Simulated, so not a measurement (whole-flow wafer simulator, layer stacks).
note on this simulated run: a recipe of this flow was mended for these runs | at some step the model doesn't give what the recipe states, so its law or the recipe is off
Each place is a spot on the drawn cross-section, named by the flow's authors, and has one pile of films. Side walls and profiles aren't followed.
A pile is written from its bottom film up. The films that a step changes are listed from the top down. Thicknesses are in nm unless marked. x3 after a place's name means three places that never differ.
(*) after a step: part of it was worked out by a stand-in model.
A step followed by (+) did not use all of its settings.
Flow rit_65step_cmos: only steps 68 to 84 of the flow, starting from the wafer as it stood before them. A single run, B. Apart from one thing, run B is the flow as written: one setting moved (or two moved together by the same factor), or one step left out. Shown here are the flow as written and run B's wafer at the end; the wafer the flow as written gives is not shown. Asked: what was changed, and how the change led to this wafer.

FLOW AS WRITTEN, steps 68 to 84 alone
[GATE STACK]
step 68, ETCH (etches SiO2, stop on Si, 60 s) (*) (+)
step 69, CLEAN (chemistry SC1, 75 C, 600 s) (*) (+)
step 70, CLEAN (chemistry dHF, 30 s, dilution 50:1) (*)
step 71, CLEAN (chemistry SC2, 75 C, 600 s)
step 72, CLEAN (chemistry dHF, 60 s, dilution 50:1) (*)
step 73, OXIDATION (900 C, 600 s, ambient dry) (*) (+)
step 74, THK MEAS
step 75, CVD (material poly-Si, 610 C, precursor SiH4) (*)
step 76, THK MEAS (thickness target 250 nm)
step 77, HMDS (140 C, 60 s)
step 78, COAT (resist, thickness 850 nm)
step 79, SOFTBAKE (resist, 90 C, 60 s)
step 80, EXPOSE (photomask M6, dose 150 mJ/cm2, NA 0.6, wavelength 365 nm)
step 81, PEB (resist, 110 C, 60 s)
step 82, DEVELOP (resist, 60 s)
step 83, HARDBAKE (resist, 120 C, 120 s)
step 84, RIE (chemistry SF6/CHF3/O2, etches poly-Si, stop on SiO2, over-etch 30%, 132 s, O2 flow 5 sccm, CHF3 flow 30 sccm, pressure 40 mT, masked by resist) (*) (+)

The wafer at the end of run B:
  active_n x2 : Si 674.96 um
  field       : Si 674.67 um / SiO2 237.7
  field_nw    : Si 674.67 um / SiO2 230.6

Cause: step 75, CVD: 590 C was run, whereas the flow has 610 C.

Step by step, how the change led to this:
  step 75, CVD (material poly-Si, 610 C, precursor SiH4) (*)
      field, field_pw, field_nw and 11 more: poly-Si gains 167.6 (new film) (as written it would have been: poly-Si gains 250 (new film))
  step 84, RIE (chemistry SF6/CHF3/O2, etches poly-Si, stop on SiO2, over-etch 30%, 132 s, O2 flow 5 sccm, CHF3 flow 30 sccm, pressure 40 mT, masked by resist) (*) (+)
      active_n x2, spacer, spacer_p, sd_n, sd_p, contact, m1: poly-Si loses 167.6 (all of it), SiO2 loses 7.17 (all of it) (as written it would have been: poly-Si loses 250 (all of it), SiO2 loses 2.76)
      field, field_pw, field_nw, field_p: poly-Si loses 167.6 (all of it), SiO2 loses 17 (as written it would have been: poly-Si loses 250 (all of it), SiO2 loses 2.76)
